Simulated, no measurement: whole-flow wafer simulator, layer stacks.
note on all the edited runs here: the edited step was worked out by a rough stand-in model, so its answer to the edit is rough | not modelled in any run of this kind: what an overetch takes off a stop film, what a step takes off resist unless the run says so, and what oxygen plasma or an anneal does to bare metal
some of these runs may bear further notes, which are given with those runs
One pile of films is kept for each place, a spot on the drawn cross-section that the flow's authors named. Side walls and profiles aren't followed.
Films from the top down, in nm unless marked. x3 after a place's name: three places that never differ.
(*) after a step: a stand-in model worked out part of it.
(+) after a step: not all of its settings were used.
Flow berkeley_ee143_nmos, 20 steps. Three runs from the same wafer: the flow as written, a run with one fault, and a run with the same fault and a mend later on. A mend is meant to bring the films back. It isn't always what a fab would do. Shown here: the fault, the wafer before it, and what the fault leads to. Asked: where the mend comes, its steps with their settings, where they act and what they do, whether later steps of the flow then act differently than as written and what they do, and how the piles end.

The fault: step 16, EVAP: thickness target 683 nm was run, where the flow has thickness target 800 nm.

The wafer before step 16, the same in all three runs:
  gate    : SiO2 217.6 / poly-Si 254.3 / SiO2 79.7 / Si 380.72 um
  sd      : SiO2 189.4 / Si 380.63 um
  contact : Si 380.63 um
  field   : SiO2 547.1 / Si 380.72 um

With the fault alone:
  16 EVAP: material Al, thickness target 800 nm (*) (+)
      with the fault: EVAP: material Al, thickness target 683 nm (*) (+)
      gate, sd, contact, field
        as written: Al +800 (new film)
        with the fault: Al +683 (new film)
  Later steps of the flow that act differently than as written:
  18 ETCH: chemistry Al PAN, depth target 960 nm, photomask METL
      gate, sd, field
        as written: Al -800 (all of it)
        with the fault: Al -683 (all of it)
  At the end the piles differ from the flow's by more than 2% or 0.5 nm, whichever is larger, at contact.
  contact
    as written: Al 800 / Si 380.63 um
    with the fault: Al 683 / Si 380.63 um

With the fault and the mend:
  The mend comes after step 16.
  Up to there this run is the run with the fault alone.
  16a EVAP: material Al, thickness target 117 nm (*) (+) (the flow's step 16 once more, with other settings)
      gate, sd, contact, field
        Al +117
  No later step of the flow acts differently than as written at any place that is followed.
  At the end the piles are the same as the flow's at every place that both follow.
